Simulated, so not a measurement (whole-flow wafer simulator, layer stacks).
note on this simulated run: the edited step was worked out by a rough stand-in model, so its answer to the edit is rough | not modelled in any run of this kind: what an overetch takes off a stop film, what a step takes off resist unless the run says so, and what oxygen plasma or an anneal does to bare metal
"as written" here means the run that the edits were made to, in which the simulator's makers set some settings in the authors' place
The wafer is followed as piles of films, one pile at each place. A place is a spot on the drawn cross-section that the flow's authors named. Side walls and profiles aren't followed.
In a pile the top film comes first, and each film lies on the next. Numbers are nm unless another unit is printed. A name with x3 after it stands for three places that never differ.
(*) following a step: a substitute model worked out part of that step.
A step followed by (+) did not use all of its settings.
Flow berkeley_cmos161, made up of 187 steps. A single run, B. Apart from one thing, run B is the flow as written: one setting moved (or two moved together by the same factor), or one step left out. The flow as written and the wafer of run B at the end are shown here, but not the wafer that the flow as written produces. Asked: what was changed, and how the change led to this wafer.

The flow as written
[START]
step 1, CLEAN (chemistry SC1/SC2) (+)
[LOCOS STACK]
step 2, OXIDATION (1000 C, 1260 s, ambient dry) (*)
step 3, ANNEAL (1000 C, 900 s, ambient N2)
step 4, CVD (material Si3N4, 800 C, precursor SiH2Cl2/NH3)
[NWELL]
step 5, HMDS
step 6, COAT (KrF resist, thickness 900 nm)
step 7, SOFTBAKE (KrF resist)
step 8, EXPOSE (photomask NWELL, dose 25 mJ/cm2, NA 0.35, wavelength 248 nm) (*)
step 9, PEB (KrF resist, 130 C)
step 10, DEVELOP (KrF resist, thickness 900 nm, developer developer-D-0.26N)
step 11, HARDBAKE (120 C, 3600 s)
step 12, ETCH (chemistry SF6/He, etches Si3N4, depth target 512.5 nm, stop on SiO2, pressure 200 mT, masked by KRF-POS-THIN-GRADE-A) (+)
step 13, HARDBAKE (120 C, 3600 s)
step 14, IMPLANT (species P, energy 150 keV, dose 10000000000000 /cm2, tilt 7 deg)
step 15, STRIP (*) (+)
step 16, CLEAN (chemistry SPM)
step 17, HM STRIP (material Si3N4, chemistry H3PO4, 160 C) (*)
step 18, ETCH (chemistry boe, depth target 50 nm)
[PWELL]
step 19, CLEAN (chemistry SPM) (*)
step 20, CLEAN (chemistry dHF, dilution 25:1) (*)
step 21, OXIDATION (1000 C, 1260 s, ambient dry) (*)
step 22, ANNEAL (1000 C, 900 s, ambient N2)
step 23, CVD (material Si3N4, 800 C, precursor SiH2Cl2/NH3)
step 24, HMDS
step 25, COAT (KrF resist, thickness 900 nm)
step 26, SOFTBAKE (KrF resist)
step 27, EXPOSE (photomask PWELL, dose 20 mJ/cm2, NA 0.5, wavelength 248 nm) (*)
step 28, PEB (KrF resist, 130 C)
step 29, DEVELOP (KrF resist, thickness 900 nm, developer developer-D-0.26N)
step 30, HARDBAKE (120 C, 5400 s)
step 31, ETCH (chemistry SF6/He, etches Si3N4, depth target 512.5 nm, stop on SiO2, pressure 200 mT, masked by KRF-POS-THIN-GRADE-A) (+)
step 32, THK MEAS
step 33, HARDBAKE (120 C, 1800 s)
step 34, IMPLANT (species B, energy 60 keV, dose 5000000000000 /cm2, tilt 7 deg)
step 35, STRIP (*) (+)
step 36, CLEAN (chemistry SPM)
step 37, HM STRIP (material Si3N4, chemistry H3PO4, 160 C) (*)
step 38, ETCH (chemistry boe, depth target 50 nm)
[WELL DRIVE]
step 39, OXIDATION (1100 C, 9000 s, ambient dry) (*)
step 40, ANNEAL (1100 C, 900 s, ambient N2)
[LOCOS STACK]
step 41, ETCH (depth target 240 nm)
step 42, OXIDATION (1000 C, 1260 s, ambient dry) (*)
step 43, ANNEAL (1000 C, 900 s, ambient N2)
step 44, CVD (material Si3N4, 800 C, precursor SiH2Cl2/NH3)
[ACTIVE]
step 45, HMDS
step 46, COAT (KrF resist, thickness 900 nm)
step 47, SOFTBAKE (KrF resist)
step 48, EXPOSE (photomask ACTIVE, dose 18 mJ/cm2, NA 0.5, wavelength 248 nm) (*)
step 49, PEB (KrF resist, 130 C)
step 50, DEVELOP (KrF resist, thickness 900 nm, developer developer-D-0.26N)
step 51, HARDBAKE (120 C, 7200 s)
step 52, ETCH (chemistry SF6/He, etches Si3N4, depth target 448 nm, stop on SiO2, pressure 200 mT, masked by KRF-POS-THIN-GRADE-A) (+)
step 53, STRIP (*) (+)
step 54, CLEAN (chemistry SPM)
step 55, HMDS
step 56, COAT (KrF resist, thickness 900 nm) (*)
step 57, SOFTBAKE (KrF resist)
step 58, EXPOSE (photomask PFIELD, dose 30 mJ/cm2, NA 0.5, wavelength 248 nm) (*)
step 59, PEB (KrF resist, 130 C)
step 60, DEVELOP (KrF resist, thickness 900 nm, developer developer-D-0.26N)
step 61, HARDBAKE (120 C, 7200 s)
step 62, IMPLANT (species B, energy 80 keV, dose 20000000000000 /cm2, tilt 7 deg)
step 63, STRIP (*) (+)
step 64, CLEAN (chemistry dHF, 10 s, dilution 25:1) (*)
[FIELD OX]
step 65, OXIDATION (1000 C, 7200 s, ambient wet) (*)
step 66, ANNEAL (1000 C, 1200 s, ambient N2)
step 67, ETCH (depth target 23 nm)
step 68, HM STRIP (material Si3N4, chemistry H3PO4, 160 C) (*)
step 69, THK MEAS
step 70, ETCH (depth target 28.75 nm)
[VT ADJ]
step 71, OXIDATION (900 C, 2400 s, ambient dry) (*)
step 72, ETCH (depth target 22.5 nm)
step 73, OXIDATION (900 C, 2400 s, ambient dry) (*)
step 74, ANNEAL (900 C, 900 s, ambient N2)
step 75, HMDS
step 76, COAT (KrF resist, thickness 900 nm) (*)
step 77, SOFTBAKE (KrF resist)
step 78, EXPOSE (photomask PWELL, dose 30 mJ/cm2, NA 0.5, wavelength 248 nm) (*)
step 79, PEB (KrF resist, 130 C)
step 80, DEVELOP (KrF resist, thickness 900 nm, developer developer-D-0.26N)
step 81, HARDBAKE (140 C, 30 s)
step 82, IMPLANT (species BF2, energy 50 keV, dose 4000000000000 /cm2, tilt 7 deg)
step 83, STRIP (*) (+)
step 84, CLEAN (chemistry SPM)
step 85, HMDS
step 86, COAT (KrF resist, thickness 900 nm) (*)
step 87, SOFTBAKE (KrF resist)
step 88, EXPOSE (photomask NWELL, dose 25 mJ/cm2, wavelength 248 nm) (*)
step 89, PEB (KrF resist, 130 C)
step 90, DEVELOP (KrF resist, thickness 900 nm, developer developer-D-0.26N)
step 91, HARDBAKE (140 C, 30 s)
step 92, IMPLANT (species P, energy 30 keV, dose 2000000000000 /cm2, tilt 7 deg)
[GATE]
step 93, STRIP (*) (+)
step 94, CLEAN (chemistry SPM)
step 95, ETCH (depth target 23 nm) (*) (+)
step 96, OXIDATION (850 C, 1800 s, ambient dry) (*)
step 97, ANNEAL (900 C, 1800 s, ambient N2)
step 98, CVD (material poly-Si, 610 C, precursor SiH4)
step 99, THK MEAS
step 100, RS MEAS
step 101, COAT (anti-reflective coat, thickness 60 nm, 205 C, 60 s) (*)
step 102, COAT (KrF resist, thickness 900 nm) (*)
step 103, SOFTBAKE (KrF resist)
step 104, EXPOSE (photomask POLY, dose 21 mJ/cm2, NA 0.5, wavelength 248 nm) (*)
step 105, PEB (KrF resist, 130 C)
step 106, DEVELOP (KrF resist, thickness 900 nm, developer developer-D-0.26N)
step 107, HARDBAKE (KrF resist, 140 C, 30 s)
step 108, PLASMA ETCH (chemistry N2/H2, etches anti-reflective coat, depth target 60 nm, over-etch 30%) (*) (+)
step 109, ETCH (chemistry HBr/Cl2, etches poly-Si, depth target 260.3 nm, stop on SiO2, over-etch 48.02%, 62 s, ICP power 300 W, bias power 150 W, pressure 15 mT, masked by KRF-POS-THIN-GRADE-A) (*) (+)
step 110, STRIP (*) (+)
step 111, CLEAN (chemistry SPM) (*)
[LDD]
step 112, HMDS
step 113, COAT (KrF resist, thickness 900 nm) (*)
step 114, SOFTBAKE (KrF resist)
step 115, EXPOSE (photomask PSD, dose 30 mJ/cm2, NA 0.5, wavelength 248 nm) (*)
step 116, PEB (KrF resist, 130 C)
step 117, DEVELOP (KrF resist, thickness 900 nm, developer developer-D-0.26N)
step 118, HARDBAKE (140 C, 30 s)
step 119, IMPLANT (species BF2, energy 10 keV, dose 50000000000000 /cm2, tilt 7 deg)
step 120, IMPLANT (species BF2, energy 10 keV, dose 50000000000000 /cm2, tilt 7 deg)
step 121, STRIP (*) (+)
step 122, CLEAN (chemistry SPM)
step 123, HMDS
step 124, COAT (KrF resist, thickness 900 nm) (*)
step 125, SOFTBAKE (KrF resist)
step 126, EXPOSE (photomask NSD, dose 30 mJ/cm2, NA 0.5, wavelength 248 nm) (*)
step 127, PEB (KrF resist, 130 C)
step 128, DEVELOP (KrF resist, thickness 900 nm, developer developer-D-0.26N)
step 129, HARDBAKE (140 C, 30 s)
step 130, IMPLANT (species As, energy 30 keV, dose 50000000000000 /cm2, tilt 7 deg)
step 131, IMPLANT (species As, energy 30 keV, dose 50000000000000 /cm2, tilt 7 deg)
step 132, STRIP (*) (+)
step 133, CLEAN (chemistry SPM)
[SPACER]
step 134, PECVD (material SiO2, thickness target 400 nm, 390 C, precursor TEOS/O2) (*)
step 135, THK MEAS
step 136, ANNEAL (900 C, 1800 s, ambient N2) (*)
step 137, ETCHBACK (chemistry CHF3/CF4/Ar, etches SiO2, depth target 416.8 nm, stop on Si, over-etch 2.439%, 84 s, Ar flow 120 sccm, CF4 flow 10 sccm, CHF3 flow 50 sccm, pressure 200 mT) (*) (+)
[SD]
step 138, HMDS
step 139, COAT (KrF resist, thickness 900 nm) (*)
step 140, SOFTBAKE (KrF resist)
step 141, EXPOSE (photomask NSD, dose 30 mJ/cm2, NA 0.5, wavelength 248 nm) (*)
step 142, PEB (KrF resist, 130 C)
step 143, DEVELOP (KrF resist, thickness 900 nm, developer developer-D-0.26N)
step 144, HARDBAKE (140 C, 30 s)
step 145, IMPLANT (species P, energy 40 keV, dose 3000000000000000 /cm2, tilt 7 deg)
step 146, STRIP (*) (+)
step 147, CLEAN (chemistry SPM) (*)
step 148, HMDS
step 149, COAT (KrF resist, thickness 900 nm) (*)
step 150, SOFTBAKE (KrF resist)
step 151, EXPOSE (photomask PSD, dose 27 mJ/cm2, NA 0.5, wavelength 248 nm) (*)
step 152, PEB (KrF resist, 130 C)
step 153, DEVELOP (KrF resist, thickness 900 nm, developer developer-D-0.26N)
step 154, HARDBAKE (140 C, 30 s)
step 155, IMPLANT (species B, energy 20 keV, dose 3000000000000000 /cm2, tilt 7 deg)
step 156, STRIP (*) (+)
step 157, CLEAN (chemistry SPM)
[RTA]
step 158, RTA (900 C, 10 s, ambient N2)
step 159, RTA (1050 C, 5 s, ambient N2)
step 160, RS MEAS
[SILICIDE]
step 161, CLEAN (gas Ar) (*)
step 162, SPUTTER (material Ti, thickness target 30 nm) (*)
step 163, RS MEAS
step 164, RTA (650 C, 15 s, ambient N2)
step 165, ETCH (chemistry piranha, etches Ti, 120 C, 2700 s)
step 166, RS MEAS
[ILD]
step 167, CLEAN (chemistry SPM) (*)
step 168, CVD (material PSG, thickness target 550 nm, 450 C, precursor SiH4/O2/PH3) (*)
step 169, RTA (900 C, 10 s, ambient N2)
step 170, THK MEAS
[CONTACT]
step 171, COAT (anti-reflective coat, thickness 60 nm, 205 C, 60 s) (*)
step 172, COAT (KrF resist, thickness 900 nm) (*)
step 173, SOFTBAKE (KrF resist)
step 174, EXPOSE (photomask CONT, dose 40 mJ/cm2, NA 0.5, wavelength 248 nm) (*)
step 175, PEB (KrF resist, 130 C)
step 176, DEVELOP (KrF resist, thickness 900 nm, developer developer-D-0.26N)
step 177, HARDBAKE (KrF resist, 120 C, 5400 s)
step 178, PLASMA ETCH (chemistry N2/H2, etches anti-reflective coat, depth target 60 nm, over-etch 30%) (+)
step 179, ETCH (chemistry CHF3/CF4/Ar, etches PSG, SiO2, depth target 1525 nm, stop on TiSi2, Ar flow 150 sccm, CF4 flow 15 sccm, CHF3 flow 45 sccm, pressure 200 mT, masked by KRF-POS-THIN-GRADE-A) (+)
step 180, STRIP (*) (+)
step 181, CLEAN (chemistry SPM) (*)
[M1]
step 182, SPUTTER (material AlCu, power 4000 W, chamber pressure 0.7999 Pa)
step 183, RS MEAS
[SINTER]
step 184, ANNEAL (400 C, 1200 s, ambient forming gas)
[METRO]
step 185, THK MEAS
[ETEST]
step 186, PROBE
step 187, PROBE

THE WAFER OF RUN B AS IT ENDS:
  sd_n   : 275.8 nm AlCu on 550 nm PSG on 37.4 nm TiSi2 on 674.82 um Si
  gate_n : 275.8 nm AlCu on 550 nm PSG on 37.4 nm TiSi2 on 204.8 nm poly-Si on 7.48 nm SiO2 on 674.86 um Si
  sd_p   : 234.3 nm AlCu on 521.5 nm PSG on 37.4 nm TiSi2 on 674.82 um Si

Cause: step 162, SPUTTER: thickness target 21 nm was run, while the flow as written has thickness target 30 nm.

The path from the change to this, step by step:
  step 162, SPUTTER (material Ti, thickness target 30 nm) (*)
      field, sd_n, spacer_n and 6 more: Ti gains 21 (new film) (as written it would have been: Ti gains 30 (new film))
  step 164, RTA (650 C, 15 s, ambient N2)
      sd_n, sd_p, contact, m1: Ti loses 16.4, TiSi2 C49 gains 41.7 (new film), Si loses 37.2 (as written it would have been: Ti loses 23.4, TiSi first gains 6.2 (new film), TiSi2 C49 gains 50.3 (new film), Si loses 49)
      gate_n, gate_p: Ti loses 16.4, TiSi2 C49 gains 41.7 (new film), poly-Si loses 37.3 (as written it would have been: Ti loses 23.4, TiSi first gains 6.2 (new film), TiSi2 C49 gains 50.3 (new film), poly-Si loses 49.2)
  step 165, ETCH (chemistry piranha, etches Ti, 120 C, 2700 s)
      sd_n, gate_n, sd_p, gate_p, contact, m1: Ti loses 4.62 (all of it), TiSi2 C49 loses 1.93 (as written it would have been: Ti loses 6.6 (all of it), TiSi first loses 1.93)
      field, spacer_n, spacer_p: Ti loses 21 (all of it) (as written it would have been: Ti loses 30 (all of it))
  step 169, RTA (900 C, 10 s, ambient N2)
      sd_n, sd_p, contact, m1: under 1 film: TiSi2 gains 37.4 (new film), TiSi2 C49 loses 39.7 (all of it) (as written it would have been: under 1 film: TiSi2 gains 53.3 (new film), TiSi first loses 4.27 (all of it), TiSi2 C49 loses 50.3 (all of it), Si loses 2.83)
      gate_n, gate_p: under 1 film: TiSi2 gains 37.4 (new film), TiSi2 C49 loses 39.7 (all of it) (as written it would have been: under 1 film: TiSi2 gains 53.3 (new film), TiSi first loses 4.27 (all of it), TiSi2 C49 loses 50.3 (all of it), poly-Si loses 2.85)
